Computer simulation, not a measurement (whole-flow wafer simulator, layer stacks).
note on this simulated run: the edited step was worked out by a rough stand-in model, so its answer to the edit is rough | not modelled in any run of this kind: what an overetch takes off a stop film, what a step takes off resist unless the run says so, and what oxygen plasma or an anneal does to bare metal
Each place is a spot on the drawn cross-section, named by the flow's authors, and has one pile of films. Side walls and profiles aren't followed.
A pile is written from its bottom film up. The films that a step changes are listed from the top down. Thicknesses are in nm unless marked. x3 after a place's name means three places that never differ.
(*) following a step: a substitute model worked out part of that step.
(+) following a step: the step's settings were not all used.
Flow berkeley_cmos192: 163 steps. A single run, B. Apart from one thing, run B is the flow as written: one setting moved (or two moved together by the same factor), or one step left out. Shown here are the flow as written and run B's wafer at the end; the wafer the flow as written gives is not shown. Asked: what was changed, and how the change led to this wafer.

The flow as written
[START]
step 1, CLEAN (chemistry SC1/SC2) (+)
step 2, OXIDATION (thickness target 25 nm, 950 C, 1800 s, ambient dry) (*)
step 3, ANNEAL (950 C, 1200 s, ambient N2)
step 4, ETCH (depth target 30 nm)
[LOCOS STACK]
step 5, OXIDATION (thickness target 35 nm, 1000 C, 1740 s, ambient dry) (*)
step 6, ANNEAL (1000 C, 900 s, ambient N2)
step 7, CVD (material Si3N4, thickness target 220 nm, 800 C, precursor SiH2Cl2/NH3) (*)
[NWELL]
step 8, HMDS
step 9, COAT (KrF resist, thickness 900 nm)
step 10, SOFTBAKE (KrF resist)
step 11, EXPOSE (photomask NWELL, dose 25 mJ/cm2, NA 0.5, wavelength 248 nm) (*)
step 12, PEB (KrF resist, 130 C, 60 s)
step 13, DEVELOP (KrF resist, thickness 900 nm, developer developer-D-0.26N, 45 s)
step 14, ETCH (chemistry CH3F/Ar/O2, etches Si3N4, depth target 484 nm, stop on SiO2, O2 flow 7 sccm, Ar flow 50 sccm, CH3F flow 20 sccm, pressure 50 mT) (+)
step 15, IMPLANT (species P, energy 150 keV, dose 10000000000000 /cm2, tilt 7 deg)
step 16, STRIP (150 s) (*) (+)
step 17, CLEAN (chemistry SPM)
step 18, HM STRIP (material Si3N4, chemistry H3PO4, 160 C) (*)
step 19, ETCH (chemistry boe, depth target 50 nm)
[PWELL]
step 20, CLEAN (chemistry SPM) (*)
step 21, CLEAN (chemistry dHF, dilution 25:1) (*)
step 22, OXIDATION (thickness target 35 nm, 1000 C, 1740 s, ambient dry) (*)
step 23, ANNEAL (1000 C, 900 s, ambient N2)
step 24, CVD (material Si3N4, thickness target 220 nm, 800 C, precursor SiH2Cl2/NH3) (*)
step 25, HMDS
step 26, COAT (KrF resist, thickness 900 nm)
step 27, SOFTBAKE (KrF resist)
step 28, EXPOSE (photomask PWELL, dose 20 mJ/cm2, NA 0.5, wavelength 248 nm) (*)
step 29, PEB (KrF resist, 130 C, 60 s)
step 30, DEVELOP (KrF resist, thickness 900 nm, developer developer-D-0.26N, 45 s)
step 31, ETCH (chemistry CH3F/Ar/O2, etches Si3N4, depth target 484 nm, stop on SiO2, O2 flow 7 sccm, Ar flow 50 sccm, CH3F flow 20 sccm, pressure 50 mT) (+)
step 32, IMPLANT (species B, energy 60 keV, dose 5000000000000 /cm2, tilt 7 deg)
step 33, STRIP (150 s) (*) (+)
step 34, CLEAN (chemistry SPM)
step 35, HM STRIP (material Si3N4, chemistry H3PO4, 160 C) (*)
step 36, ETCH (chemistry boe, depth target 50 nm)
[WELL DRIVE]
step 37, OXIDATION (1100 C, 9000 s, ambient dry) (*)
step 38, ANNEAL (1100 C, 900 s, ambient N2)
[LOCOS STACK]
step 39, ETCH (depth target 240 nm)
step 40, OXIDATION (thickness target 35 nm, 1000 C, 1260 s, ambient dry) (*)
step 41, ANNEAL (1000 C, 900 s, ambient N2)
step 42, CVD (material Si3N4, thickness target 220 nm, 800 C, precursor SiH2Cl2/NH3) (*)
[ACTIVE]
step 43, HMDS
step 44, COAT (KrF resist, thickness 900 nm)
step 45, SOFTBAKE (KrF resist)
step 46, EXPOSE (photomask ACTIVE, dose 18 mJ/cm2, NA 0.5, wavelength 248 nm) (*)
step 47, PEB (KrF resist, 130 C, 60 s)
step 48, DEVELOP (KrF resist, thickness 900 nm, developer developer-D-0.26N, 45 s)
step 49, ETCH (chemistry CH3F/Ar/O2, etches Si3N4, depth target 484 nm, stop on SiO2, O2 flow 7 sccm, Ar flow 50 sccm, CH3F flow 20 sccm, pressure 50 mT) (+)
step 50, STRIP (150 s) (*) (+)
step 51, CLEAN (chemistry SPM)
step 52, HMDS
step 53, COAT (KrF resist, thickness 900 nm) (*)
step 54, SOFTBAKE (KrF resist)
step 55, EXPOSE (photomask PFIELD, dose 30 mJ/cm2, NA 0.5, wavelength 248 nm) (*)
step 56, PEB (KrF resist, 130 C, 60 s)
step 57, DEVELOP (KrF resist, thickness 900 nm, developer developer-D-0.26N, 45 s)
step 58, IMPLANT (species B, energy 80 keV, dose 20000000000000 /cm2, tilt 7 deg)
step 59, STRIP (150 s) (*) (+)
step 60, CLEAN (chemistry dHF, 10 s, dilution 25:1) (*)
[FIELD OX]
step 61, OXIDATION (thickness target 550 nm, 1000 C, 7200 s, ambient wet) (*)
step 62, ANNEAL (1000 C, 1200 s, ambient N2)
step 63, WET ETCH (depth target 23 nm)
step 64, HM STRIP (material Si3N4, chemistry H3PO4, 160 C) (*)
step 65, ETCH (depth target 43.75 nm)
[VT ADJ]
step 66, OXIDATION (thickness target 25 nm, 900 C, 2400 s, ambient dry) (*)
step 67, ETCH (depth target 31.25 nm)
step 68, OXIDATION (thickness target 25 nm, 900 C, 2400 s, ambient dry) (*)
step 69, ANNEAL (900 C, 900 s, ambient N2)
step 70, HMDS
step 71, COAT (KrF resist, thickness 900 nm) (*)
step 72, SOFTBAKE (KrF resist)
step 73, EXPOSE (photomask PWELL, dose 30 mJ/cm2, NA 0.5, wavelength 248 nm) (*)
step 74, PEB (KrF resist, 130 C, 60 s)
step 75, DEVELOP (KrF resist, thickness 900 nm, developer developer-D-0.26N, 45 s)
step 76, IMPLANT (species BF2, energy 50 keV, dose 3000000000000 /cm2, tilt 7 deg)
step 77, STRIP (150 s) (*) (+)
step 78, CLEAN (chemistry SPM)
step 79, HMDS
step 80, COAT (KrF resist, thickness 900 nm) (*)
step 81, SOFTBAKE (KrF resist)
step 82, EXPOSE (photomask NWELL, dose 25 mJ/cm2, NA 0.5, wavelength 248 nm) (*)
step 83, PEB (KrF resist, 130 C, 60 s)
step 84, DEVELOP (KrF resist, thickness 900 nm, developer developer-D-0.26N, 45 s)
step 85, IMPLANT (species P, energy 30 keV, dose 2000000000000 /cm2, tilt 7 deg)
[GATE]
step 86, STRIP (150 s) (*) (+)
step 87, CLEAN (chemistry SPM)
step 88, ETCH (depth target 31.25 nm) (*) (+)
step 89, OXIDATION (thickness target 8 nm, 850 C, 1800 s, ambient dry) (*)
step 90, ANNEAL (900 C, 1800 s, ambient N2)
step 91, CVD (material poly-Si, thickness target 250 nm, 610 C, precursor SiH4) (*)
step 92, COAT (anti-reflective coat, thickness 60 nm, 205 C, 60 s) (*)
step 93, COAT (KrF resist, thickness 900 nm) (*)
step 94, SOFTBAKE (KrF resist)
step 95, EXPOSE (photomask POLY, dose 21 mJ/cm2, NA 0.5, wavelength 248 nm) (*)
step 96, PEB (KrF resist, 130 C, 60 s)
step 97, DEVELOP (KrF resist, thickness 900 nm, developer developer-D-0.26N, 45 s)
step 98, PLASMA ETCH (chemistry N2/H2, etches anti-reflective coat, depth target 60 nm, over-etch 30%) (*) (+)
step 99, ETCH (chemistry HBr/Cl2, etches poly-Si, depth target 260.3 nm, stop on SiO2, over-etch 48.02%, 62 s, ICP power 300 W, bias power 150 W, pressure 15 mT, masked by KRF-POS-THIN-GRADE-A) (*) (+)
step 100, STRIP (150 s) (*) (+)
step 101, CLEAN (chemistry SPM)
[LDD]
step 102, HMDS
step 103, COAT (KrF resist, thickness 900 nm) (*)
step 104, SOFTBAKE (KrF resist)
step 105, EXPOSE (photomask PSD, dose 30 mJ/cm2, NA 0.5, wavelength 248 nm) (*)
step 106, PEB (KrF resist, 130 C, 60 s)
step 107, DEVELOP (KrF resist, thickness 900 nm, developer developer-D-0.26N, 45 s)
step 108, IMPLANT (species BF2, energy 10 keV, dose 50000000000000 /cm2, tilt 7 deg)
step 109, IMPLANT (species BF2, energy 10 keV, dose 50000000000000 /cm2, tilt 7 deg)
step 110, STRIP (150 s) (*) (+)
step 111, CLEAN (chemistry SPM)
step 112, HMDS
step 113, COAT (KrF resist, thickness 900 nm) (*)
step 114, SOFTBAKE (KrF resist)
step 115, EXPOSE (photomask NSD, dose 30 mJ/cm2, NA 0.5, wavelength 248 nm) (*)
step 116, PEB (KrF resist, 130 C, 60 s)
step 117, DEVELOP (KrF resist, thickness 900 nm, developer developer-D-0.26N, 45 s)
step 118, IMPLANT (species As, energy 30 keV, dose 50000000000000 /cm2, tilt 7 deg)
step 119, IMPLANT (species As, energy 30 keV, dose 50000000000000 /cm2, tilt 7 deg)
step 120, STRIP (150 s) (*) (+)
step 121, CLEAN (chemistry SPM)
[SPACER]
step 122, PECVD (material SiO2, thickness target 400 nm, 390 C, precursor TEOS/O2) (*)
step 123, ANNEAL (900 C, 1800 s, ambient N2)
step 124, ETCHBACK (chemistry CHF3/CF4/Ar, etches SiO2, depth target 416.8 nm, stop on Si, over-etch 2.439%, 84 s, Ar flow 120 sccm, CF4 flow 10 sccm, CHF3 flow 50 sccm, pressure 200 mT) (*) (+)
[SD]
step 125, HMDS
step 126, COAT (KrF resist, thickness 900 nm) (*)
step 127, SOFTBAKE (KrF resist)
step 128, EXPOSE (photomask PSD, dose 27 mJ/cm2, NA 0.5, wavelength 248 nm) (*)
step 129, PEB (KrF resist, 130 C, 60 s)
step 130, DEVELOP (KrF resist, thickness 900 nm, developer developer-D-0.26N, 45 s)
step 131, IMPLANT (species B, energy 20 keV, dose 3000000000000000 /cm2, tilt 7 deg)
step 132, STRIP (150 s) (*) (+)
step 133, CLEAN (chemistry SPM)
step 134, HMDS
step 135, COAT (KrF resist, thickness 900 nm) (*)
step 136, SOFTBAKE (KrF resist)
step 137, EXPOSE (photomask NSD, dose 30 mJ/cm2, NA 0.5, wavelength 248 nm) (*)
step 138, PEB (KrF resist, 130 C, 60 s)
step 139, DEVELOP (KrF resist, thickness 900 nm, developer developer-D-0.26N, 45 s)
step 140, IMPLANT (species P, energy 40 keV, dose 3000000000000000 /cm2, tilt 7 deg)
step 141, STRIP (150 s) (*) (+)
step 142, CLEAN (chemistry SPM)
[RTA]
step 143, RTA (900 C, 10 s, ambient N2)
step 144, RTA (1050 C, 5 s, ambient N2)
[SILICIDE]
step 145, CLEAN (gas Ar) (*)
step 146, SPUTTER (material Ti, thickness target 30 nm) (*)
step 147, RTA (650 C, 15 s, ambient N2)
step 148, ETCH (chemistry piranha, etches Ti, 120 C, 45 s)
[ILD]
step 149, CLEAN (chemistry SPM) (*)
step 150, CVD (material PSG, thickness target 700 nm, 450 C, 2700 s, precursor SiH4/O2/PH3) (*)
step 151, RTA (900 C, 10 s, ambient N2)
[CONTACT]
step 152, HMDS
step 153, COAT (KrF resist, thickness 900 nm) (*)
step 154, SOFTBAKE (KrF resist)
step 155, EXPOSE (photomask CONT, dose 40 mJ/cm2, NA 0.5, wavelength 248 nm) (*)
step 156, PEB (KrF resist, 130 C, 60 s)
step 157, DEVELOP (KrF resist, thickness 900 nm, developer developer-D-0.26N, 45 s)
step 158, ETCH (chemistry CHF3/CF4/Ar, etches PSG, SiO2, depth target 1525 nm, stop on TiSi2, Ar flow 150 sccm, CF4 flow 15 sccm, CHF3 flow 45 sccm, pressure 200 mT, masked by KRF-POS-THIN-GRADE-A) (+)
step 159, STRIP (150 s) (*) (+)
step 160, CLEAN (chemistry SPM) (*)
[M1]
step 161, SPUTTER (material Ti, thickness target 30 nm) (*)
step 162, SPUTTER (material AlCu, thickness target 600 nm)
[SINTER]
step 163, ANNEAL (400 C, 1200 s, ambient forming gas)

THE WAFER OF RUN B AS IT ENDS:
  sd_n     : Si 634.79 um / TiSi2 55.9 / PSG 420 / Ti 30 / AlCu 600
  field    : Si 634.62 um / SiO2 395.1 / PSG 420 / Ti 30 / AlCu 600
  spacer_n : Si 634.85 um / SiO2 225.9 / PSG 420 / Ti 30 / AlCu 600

The reason: step 150, CVD: thickness target 420 nm was run, while the flow as written has thickness target 700 nm.
The wafer itself shows it: sd_n has PSG 420, and step 150 as written asks for 700 nm.

How this came from the change, step by step:
  step 150, CVD (material PSG, thickness target 700 nm, 450 C, 2700 s, precursor SiH4/O2/PH3) (*)
      field, sd_n, spacer_n, gate, spacer_p, gate_p, contact, m1: +420 PSG (new film) (it would be, as written: +700 PSG (new film))
      sd_p: +401.9 PSG (new film) (it would be, as written: +665.5 PSG (new film))
  step 158, ETCH (chemistry CHF3/CF4/Ar, etches PSG, SiO2, depth target 1525 nm, stop on TiSi2, Ar flow 150 sccm, CF4 flow 15 sccm, CHF3 flow 45 sccm, pressure 200 mT, masked by KRF-POS-THIN-GRADE-A) (+)
      field, sd_n, spacer_n, gate, sd_p, spacer_p, gate_p, m1: -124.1 KrF resist (it would be, as written: -194.1 KrF resist)
      contact: -420 PSG (all of it), -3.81 TiSi2 (it would be, as written: -700 PSG (all of it), -3.81 TiSi2)
  step 159, STRIP (150 s) (*) (+)
      field: -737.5 KrF resist (all of it) (it would be, as written: -671.6 KrF resist (all of it))
      sd_n: -860.3 KrF resist (all of it) (it would be, as written: -792.3 KrF resist (all of it))
      (also at 6 further places)
  step 161, SPUTTER (material Ti, thickness target 30 nm) (*)
      contact: +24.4 Ti (new film) (it would be, as written: +21.1 Ti (new film))
  step 162, SPUTTER (material AlCu, thickness target 600 nm)
      contact: +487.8 AlCu (new film) (it would be, as written: +410.9 AlCu (new film))
